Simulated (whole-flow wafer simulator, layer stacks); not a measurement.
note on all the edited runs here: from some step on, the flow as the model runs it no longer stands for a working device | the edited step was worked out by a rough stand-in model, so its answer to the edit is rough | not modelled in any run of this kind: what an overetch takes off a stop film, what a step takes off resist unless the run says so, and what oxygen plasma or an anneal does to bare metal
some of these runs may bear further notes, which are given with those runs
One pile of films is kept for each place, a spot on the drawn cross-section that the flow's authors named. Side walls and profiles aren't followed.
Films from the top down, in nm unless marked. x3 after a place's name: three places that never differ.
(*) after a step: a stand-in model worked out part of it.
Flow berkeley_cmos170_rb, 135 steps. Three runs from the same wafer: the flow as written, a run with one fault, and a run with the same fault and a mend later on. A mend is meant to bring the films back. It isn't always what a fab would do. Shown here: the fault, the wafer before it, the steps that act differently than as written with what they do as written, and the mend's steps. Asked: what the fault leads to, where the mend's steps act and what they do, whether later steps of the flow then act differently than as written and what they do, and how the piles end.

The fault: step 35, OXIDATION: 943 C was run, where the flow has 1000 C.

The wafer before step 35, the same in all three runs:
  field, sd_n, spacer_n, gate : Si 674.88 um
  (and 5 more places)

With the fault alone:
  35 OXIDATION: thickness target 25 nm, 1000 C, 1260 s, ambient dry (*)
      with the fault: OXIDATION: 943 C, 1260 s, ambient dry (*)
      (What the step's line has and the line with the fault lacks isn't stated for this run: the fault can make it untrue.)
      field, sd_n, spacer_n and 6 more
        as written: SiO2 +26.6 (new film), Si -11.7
        with the fault: SiO2 +15.1 (new film), Si -6.65
  Later steps of the flow that act differently than as written (32 more steps differ only slightly, by at most 2% or 0.5 nm, whichever is larger, and aren't shown):
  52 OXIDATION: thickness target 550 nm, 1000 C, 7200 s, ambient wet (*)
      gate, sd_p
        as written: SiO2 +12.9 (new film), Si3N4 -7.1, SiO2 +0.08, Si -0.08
        with the fault: SiO2 +12.9 (new film), Si3N4 -7.1
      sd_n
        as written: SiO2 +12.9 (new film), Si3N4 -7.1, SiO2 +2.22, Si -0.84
        with the fault: SiO2 +12.9 (new film), Si3N4 -7.1
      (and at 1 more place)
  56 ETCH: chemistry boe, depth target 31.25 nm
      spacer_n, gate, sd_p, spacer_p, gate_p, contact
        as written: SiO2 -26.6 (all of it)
        with the fault: SiO2 -15.1 (all of it)
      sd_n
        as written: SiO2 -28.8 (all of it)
        with the fault: SiO2 -15.1 (all of it)
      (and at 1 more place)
  At the end the piles differ from the flow's only slightly at the places that both follow, by at most 2% or 0.5 nm, whichever is larger.

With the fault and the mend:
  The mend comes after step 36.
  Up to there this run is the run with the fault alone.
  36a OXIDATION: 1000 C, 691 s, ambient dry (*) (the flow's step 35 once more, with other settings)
      field, sd_n, spacer_n and 6 more
        SiO2 +11.4, Si -5.04
  No later step of the flow acts differently than as written, at any place that is followed, by more than 2% or 0.5 nm, whichever is larger.
  At the end the piles are the same as the flow's at every place that both follow.
